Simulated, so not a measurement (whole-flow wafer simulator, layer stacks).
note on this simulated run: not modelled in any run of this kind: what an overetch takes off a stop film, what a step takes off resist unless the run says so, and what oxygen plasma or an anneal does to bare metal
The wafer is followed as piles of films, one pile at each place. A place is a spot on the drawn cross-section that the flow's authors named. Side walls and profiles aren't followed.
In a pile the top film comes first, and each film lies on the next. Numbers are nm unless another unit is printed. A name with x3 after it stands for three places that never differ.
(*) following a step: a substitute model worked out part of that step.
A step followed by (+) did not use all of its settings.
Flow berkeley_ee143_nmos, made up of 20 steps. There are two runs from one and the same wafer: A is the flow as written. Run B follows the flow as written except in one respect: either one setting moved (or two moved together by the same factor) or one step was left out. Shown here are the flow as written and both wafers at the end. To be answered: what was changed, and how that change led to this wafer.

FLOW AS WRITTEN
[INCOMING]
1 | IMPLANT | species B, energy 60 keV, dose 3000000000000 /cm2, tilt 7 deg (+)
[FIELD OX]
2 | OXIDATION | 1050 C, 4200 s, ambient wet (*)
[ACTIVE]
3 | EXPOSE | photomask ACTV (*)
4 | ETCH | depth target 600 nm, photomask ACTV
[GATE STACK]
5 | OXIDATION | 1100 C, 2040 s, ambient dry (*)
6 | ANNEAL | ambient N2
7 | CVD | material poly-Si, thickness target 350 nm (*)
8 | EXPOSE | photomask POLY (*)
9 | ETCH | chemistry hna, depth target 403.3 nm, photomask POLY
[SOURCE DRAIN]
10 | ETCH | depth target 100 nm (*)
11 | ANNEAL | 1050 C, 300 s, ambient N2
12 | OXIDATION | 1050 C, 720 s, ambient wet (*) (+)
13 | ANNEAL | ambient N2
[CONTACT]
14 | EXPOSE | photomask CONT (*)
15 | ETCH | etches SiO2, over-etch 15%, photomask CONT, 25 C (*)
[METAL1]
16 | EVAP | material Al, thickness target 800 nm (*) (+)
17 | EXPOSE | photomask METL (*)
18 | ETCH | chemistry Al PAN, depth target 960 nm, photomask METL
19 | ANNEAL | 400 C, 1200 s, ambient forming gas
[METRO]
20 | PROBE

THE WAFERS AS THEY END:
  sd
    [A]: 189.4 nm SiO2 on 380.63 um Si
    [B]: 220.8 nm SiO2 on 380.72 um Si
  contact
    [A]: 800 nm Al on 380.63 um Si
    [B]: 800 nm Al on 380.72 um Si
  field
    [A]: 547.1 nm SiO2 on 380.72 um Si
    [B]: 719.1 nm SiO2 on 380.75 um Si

What caused this: step 9, ETCH: depth target 287.9 nm was run, whereas the flow has depth target 403.3 nm.

How this came from the change, step by step:
  9 | ETCH | chemistry hna, depth target 403.3 nm, photomask POLY
      sd, contact, field: A -350 poly-Si (all of it) | B -287.9 poly-Si
  10 | ETCH | depth target 100 nm (*)
      sd, contact: A -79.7 SiO2 (all of it) | B nothing
      field: A -100 SiO2 | B nothing
  12 | OXIDATION | 1050 C, 720 s, ambient wet (*) (+)
      sd, contact: A +189.4 SiO2 (new film), -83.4 Si | B -62.1 poly-Si (all of it), +141.1 SiO2
      field: A +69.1 SiO2, -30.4 Si | B -62.1 poly-Si (all of it), +141.1 SiO2
  15 | ETCH | etches SiO2, over-etch 15%, photomask CONT, 25 C (*)
      contact: A -189.4 SiO2 (all of it) | B -220.8 SiO2 (all of it)
